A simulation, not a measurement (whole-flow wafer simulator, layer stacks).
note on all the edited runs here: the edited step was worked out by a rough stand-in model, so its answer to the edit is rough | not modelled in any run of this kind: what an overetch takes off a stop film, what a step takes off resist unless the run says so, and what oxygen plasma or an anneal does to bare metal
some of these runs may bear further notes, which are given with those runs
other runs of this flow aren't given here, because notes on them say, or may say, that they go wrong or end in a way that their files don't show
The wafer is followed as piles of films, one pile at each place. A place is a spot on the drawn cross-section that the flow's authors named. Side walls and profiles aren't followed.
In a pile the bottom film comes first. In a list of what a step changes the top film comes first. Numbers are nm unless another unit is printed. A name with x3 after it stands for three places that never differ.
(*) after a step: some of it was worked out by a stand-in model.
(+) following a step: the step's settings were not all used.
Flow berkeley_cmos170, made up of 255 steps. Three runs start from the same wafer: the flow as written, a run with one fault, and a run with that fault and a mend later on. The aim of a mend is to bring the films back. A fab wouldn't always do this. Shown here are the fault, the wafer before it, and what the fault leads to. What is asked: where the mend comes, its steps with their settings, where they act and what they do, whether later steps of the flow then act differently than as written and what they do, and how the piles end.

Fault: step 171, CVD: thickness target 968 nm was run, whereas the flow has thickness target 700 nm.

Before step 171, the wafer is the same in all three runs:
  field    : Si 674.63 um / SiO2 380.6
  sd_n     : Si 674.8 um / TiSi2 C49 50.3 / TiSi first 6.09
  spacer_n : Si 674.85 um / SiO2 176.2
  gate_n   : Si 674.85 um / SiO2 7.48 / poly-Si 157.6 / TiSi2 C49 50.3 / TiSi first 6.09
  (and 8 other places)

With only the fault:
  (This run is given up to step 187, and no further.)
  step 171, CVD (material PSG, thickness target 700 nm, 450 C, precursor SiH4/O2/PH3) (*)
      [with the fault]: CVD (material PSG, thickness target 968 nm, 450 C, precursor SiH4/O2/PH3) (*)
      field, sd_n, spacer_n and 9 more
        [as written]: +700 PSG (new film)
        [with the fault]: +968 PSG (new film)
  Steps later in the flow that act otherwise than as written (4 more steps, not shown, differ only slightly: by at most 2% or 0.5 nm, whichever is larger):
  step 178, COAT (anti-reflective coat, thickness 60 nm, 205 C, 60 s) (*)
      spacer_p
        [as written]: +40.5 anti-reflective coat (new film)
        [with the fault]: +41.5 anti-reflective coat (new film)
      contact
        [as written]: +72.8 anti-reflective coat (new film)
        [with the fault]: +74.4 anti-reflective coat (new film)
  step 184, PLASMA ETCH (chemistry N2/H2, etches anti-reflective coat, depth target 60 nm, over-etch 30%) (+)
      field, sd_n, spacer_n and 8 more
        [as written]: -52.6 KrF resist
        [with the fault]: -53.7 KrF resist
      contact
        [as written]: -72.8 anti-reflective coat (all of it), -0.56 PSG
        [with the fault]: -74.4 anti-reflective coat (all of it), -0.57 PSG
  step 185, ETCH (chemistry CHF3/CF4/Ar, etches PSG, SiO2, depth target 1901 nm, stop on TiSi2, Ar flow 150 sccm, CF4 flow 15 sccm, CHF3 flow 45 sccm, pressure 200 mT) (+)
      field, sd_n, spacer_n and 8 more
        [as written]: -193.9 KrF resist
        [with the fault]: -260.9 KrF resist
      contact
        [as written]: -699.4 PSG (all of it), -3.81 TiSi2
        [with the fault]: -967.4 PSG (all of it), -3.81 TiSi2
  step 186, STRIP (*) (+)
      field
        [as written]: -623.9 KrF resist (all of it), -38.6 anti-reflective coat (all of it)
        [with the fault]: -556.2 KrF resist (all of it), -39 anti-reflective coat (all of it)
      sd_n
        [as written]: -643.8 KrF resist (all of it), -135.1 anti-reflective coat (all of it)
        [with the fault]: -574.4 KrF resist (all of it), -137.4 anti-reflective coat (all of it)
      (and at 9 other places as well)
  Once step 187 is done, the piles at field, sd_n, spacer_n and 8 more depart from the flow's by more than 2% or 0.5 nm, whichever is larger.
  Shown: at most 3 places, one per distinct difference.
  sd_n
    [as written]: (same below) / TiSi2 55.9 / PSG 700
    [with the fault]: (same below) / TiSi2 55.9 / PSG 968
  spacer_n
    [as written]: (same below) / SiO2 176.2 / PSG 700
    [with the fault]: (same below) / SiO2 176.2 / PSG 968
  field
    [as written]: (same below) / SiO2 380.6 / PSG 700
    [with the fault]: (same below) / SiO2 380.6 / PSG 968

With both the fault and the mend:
  The mend follows step 171.
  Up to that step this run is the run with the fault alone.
  step 171a, ETCH (chemistry boe, depth target 268 nm)
      field, sd_n, spacer_n and 9 more
        -268 PSG
  Every later step of the flow that is run acts as written, at every place that is followed, to within 2% or 0.5 nm, whichever is larger.
  The piles end only slightly different from the flow's at the places that both follow, by no more than 2% or 0.5 nm, whichever is larger.
